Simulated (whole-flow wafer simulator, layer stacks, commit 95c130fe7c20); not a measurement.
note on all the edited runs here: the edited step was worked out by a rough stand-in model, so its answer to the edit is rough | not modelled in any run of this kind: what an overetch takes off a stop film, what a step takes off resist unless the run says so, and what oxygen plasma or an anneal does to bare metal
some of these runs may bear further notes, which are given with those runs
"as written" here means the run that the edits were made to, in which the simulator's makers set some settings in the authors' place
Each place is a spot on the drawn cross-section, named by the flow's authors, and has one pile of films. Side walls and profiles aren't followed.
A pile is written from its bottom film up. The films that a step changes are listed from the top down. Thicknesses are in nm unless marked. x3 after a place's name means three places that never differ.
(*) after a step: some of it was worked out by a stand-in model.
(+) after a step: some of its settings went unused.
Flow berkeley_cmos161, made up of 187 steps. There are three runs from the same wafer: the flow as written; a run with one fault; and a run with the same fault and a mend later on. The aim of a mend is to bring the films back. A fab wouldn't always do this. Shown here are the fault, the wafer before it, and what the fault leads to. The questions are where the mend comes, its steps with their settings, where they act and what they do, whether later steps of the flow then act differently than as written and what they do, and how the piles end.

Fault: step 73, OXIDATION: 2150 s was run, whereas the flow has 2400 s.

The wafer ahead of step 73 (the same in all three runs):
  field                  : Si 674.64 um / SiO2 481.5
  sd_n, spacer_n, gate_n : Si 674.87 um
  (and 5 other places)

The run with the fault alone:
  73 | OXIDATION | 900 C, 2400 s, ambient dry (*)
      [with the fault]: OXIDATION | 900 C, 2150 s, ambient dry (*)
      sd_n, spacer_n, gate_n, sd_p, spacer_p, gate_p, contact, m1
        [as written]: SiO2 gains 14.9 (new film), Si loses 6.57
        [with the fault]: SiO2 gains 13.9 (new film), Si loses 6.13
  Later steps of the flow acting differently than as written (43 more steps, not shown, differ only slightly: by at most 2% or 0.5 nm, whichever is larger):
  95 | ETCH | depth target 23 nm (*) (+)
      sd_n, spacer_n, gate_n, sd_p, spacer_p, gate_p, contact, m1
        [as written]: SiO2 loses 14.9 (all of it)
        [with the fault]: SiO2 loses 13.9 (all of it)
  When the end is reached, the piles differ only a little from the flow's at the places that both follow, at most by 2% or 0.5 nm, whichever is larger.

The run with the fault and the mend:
  After step 81 comes the mend.
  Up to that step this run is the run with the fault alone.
  81a | STRIP (*) (+)
      sd_p
        KrF resist loses 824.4 (all of it)
      spacer_p
        KrF resist loses 806.7 (all of it)
      gate_p
        KrF resist loses 805.6 (all of it)
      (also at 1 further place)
  81b | CLEAN | chemistry SPM
      does not change any film at any place that is followed
  81c | OXIDATION | 900 C, 250 s, ambient dry (*) (a further turn of the flow's step 73, with different settings)
      sd_n, spacer_n, gate_n, sd_p, spacer_p, gate_p, contact, m1
        SiO2 gains 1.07, Si loses 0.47
      field
        SiO2 gains 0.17, Si loses 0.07
  81d | HMDS (a further turn of the flow's step 75)
      does not change any film at any place that is followed
  81e | COAT | KrF resist, thickness 900 nm (*) (a further turn of the flow's step 76)
      field
        KrF resist gains 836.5 (new film)
      sd_n
        KrF resist gains 1024.4 (new film)
      spacer_n
        KrF resist gains 984.7 (new film)
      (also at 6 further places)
  81f | SOFTBAKE | KrF resist (a further turn of the flow's step 77)
      does not change any film at any place that is followed
  81g | EXPOSE | photomask PWELL, dose 30 mJ/cm2, NA 0.5, wavelength 248 nm (*) (a further turn of the flow's step 78)
      does not change any film at any place that is followed
  81h | PEB | KrF resist, 130 C (a further turn of the flow's step 79)
      sd_n, m1
        KrF resist loses 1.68
      spacer_n, gate_n
        KrF resist loses 1.61
      spacer_p, gate_p
        KrF resist loses 1.6
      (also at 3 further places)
  81i | DEVELOP | KrF resist, thickness 900 nm, developer developer-D-0.26N (a further turn of the flow's step 80)
      sd_p, spacer_p, gate_p, m1
        KrF resist loses 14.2
      field
        KrF resist loses 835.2 (all of it)
      sd_n
        KrF resist loses 1022.8 (all of it)
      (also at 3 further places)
  81j | HARDBAKE | 140 C, 30 s (a further turn of the flow's step 81)
      sd_p
        KrF resist loses 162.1
      spacer_p
        KrF resist loses 158.7
      gate_p
        KrF resist loses 158.5
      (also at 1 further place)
  Every later step of the flow that is run acts as written, at every place that is followed, to within 2% or 0.5 nm, whichever is larger.
  At every place that both follow, the piles at the end match the flow's.
